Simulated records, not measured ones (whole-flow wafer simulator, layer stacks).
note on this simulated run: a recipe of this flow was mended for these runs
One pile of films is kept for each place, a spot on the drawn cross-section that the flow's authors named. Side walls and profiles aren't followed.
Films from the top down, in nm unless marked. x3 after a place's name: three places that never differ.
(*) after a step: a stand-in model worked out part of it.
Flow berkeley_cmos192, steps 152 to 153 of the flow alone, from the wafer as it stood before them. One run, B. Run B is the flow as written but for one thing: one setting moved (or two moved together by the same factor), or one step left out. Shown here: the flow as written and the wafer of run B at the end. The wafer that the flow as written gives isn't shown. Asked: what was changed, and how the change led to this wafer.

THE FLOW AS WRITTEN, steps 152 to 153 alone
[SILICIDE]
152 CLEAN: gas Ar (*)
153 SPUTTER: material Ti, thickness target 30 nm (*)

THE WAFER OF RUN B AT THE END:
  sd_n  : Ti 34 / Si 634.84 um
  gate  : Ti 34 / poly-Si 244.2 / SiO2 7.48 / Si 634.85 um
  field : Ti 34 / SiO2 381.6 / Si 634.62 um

The cause: step 153, SPUTTER: thickness target 34 nm was run, where the flow has thickness target 30 nm.
It can be read off the wafer: sd_n has Ti 34, and step 153 as written asks for 30 nm.

How the change led to this, step by step:
  153 SPUTTER: material Ti, thickness target 30 nm (*)
      field, sd_n, spacer_n, gate, spacer_p, gate_p, contact x2: Ti +34 (new film) (as written it would be: Ti +30 (new film))
      sd_p: Ti +32 (new film) (as written it would be: Ti +28.2 (new film))
